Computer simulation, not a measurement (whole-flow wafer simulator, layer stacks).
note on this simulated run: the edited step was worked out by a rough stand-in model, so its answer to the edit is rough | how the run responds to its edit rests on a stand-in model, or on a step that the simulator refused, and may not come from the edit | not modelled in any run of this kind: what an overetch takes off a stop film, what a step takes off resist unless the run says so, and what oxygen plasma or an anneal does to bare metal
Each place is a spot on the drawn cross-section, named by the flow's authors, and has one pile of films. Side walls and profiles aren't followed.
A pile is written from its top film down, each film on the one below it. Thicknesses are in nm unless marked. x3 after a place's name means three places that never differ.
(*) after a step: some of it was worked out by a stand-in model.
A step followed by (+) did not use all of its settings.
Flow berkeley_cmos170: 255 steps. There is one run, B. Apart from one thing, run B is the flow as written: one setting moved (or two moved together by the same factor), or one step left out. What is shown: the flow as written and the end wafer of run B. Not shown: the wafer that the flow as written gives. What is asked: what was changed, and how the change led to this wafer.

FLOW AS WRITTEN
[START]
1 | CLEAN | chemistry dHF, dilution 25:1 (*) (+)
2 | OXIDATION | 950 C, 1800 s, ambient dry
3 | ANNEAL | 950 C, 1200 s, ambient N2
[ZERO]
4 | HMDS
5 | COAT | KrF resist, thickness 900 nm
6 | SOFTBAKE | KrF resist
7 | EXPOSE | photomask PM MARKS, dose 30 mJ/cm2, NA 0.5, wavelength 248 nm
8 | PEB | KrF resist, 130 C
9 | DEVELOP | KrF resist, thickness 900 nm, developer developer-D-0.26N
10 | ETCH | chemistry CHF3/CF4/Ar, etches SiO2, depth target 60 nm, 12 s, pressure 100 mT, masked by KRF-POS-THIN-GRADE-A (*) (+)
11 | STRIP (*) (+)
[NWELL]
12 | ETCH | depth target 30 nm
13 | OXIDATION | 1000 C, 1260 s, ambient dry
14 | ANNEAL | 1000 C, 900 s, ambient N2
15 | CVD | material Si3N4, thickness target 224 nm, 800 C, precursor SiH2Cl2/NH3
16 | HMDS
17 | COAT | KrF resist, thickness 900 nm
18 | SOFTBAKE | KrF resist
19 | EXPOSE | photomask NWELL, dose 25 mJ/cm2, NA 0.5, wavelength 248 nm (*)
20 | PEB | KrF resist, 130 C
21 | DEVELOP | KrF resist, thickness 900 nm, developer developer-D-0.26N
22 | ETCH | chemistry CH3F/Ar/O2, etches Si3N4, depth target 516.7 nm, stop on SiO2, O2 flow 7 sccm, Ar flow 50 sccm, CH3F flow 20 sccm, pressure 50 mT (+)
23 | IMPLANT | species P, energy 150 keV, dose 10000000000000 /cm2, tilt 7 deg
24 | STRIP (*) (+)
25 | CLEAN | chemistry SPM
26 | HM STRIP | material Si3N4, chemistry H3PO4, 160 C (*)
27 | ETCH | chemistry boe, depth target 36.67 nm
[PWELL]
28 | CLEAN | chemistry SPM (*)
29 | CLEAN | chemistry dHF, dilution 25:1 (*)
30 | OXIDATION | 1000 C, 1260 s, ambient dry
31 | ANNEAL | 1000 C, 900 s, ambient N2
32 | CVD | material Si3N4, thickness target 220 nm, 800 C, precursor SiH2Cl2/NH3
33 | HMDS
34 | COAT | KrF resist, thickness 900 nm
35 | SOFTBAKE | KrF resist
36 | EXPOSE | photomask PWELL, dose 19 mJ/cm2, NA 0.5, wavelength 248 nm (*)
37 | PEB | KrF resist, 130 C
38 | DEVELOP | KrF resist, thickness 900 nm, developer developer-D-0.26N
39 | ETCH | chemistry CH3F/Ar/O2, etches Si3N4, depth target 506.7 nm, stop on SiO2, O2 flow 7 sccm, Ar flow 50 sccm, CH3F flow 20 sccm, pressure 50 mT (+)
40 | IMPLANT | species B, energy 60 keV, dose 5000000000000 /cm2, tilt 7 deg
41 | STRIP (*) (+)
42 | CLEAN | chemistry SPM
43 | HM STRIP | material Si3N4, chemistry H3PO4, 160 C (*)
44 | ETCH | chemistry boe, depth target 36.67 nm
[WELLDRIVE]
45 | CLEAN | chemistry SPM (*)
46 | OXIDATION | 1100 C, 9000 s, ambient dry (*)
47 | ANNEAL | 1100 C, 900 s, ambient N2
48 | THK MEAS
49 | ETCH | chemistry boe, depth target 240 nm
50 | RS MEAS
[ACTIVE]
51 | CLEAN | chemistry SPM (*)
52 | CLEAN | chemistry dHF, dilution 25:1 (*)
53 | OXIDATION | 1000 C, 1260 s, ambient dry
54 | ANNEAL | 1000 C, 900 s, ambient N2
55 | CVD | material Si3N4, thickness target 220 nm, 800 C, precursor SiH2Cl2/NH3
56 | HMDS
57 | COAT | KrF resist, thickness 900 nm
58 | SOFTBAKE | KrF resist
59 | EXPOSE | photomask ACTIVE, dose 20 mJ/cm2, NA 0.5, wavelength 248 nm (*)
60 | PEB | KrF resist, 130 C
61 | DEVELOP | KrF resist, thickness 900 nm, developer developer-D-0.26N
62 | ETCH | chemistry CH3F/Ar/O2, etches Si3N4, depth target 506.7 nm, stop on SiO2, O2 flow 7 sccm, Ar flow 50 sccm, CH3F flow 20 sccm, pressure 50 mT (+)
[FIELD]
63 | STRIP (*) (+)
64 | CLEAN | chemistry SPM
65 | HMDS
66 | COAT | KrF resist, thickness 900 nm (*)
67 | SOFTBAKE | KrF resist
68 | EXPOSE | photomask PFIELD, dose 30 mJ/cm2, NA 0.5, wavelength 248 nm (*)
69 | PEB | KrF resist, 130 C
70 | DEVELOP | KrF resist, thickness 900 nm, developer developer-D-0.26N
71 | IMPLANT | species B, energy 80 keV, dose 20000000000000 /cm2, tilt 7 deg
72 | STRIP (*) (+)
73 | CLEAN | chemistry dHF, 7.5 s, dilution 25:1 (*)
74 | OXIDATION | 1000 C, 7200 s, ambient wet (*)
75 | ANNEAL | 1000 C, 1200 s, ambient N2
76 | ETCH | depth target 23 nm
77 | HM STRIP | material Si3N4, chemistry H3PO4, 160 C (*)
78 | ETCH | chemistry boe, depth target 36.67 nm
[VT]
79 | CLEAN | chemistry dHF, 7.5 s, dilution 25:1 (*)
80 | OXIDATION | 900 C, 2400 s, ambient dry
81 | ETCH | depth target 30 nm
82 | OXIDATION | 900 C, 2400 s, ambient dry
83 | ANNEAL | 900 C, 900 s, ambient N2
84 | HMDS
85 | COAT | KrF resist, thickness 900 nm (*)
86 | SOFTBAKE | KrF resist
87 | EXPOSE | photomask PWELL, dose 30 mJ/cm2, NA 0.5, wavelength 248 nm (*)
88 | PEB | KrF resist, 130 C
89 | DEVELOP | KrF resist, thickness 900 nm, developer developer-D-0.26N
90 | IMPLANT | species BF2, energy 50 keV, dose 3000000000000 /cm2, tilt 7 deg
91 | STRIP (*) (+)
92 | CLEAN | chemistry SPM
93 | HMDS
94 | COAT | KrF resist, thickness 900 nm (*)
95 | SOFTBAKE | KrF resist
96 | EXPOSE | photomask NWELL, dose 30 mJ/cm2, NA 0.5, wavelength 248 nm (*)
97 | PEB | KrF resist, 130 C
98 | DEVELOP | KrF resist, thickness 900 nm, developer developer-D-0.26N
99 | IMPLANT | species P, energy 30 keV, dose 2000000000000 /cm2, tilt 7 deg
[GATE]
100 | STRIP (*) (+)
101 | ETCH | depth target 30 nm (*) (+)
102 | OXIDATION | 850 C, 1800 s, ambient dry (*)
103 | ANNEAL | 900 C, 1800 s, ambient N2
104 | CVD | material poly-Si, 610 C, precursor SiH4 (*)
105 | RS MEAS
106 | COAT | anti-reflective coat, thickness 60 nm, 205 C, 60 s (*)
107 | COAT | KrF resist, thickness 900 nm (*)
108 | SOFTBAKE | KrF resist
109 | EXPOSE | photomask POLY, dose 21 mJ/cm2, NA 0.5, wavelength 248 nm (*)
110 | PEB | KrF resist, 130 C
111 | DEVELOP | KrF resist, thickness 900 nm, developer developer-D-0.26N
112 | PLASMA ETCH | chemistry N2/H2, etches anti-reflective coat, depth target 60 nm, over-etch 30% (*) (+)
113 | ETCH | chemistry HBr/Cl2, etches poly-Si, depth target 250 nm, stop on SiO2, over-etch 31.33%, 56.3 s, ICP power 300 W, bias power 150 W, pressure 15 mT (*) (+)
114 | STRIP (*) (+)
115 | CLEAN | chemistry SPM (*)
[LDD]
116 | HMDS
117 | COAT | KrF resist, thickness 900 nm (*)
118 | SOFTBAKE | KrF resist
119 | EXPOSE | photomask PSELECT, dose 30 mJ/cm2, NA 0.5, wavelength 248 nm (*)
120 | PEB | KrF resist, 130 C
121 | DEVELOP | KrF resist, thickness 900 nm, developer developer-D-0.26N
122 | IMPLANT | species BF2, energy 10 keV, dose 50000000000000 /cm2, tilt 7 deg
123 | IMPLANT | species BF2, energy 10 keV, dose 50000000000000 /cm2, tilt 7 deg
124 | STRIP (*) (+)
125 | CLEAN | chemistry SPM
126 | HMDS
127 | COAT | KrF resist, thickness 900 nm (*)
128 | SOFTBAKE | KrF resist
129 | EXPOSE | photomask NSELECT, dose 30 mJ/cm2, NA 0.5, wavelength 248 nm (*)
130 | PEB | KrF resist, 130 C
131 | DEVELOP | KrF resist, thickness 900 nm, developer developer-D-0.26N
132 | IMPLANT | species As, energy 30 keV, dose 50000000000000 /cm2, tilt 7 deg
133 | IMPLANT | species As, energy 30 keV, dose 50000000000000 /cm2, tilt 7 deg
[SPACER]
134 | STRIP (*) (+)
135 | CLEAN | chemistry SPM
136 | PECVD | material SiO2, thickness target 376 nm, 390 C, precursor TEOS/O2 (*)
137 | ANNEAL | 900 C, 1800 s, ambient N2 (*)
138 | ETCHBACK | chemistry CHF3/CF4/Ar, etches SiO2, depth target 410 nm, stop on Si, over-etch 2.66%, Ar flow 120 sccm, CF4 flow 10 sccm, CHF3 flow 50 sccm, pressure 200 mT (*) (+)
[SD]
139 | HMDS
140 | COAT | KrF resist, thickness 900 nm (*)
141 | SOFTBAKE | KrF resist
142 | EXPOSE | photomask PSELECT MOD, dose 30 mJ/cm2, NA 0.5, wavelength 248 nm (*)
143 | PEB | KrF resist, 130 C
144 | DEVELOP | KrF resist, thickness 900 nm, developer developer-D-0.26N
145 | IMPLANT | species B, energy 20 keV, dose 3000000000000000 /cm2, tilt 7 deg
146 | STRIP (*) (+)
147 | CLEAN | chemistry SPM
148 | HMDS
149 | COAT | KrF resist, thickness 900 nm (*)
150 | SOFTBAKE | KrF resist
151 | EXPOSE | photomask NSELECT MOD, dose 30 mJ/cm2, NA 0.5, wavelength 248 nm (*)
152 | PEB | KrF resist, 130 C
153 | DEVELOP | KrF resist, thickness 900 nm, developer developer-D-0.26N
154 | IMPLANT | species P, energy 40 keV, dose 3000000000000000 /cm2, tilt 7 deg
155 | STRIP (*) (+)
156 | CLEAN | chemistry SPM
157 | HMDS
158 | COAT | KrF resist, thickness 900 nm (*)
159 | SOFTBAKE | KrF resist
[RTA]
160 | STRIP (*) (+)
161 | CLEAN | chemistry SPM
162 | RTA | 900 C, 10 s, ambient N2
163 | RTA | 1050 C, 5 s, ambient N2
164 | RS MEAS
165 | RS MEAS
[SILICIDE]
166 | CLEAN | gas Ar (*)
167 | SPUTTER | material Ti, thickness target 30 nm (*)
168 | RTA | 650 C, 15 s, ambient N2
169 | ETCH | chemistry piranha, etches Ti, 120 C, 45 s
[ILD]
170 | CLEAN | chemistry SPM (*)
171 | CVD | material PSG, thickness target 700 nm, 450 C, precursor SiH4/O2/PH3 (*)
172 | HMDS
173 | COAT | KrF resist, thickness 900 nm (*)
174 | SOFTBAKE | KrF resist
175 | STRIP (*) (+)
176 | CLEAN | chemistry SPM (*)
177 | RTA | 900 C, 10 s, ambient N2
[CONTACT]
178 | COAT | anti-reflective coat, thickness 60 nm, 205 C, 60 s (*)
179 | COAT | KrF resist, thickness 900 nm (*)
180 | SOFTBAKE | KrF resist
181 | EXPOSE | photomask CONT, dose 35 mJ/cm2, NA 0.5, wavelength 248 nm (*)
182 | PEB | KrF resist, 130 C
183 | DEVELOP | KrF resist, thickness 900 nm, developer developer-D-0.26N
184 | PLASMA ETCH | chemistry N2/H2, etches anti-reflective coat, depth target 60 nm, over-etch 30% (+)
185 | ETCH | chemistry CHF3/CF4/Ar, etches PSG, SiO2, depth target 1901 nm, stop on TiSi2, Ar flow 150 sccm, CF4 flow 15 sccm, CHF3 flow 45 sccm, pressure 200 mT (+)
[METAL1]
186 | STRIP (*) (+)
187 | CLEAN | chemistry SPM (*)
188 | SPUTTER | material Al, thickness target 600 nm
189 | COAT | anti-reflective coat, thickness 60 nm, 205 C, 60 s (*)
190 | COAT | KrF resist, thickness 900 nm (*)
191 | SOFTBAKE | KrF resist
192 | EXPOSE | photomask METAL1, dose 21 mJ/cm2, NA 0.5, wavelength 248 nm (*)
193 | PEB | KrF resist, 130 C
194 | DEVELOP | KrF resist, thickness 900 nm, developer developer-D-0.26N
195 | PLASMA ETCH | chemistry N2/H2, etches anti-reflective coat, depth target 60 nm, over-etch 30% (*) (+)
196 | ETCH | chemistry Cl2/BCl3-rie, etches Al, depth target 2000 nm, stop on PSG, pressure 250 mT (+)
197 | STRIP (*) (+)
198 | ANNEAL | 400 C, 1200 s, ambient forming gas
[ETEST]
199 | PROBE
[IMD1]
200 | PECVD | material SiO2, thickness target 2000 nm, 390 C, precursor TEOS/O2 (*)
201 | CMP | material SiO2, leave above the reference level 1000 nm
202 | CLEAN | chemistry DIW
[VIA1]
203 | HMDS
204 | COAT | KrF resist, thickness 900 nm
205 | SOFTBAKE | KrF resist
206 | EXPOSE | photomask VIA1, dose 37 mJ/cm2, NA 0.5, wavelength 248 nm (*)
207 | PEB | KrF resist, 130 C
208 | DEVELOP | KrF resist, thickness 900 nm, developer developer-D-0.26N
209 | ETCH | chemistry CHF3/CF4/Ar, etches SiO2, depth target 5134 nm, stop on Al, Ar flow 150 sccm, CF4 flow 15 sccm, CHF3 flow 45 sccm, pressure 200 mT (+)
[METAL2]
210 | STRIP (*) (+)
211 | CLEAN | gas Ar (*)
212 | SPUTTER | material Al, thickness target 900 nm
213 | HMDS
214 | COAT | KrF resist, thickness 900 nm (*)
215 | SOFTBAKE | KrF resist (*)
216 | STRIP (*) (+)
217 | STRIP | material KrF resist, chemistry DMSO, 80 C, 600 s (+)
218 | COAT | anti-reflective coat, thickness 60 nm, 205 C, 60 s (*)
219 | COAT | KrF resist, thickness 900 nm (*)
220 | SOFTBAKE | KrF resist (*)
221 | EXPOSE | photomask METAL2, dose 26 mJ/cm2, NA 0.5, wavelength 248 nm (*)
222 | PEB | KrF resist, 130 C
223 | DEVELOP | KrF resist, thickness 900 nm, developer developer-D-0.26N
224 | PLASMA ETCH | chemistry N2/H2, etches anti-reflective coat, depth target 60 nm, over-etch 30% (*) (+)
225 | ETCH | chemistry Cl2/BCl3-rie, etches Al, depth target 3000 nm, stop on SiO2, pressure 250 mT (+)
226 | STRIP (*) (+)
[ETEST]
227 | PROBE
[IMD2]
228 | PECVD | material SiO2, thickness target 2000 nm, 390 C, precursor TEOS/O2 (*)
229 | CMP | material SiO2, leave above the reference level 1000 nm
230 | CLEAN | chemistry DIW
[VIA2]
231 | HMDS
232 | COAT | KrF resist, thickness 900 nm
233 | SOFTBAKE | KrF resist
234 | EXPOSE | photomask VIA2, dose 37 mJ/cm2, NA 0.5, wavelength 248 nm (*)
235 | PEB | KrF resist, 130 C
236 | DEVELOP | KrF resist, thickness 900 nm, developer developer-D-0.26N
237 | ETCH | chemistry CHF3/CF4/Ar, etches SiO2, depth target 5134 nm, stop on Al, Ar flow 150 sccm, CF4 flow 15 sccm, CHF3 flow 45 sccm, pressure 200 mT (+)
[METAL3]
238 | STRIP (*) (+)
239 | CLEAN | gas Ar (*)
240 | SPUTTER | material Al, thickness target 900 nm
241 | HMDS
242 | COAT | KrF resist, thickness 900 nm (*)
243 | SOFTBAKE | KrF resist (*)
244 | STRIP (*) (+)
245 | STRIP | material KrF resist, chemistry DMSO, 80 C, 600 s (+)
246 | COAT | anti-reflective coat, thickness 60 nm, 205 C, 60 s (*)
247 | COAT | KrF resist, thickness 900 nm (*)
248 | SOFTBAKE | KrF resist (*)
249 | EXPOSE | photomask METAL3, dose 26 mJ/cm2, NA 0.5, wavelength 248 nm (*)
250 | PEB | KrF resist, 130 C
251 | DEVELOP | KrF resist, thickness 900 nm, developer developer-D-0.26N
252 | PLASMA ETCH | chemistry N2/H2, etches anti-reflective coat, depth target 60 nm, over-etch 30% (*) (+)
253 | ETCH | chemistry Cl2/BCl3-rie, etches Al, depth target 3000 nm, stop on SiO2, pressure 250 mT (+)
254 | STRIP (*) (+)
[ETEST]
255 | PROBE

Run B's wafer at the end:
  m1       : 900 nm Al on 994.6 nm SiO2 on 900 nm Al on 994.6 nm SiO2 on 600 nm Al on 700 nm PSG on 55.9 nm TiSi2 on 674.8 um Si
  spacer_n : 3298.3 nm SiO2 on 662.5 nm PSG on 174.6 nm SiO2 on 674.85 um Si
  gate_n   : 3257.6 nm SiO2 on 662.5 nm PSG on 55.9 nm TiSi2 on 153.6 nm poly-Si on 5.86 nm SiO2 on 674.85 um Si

What caused this: step 102, OXIDATION: 826 C was run, whereas the flow has 850 C.

How this came from the change, step by step:
  102 | OXIDATION | 850 C, 1800 s, ambient dry (*)
      sd_n, spacer_n, gate_n and 8 more: +5.86 SiO2 (new film), -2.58 Si (in the flow as written it would be: +7.48 SiO2 (new film), -3.29 Si)
